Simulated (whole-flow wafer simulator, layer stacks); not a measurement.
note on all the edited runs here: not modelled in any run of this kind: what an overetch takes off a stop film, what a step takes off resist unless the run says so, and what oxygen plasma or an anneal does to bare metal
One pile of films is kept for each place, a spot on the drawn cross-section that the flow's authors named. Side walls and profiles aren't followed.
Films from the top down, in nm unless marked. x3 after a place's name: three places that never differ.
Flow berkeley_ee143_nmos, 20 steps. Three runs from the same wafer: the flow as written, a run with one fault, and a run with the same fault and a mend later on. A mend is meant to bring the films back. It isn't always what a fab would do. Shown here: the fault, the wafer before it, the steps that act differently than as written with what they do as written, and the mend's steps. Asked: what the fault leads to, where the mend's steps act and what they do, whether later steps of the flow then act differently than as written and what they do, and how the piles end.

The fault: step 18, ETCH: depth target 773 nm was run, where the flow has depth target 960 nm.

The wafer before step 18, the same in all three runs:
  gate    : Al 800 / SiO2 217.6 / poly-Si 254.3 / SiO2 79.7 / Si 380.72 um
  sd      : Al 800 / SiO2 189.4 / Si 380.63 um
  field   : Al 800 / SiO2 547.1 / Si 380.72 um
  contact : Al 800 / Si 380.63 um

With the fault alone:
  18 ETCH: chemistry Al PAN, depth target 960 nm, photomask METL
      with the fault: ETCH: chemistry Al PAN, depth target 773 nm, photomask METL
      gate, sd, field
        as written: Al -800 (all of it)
        with the fault: Al -773
  No later step of the flow acts differently than as written at any place that is followed.
  At the end the piles differ from the flow's by more than 2% or 0.5 nm, whichever is larger, at gate, sd, field.
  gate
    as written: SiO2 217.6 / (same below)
    with the fault: Al 27 / SiO2 217.6 / (same below)
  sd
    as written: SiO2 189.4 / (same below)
    with the fault: Al 27 / SiO2 189.4 / (same below)
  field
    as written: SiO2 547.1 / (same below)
    with the fault: Al 27 / SiO2 547.1 / (same below)

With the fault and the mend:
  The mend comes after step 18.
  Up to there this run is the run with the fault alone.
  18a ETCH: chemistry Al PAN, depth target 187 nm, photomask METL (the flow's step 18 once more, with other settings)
      gate, sd, field
        Al -27 (all of it)
  No later step of the flow acts differently than as written at any place that is followed.
  At the end the piles are the same as the flow's at every place that both follow.
